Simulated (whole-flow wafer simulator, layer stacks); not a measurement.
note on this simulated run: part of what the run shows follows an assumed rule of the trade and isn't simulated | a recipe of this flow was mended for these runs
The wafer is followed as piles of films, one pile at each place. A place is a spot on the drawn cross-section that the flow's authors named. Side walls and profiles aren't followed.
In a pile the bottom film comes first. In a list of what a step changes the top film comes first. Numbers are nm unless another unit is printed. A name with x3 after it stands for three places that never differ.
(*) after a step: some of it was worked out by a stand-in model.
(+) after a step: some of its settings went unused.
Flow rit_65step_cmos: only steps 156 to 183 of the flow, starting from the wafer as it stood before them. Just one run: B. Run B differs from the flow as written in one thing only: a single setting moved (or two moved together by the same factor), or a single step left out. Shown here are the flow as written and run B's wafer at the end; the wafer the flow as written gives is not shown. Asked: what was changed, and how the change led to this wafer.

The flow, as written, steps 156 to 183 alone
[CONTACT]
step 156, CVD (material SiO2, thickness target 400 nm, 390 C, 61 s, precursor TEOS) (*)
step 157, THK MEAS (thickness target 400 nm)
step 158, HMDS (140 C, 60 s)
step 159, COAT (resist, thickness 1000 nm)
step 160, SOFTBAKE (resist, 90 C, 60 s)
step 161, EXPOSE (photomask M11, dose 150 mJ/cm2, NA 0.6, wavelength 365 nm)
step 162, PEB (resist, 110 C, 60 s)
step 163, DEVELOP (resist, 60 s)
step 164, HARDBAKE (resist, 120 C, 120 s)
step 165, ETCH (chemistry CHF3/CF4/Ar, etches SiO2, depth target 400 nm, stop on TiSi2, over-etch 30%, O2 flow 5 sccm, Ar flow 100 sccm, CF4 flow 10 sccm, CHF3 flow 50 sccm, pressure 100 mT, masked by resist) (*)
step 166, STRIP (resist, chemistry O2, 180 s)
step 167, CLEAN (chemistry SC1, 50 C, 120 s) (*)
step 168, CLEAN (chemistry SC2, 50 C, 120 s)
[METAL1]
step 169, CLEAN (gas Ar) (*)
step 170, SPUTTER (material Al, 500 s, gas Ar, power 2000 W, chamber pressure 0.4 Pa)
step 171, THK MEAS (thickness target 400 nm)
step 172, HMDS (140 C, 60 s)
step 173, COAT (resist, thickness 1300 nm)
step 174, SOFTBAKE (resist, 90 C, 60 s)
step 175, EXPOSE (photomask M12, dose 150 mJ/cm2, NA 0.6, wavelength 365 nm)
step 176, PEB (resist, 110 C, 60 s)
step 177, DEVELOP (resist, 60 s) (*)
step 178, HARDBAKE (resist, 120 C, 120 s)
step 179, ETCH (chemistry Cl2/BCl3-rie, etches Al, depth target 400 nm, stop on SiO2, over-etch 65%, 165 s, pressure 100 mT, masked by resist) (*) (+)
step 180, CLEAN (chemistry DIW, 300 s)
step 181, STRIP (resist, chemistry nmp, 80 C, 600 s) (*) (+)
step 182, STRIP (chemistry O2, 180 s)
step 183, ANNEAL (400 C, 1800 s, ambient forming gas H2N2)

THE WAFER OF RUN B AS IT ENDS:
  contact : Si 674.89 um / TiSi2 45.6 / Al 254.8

Cause: step 165, ETCH: depth target 429.9 nm was run, though the flow has depth target 400 nm.

How this came from the change, step by step:
  step 165, ETCH (chemistry CHF3/CF4/Ar, etches SiO2, depth target 400 nm, stop on TiSi2, over-etch 30%, O2 flow 5 sccm, Ar flow 100 sccm, CF4 flow 10 sccm, CHF3 flow 50 sccm, pressure 100 mT, masked by resist) (*)
      field, field_pw, field_nw and 10 more: resist loses 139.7 (it would be, as written: resist loses 130)
      contact: SiO2 loses 400 (all of it), TiSi2 loses 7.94 (it would be, as written: SiO2 loses 400 (all of it), TiSi2 loses 6)
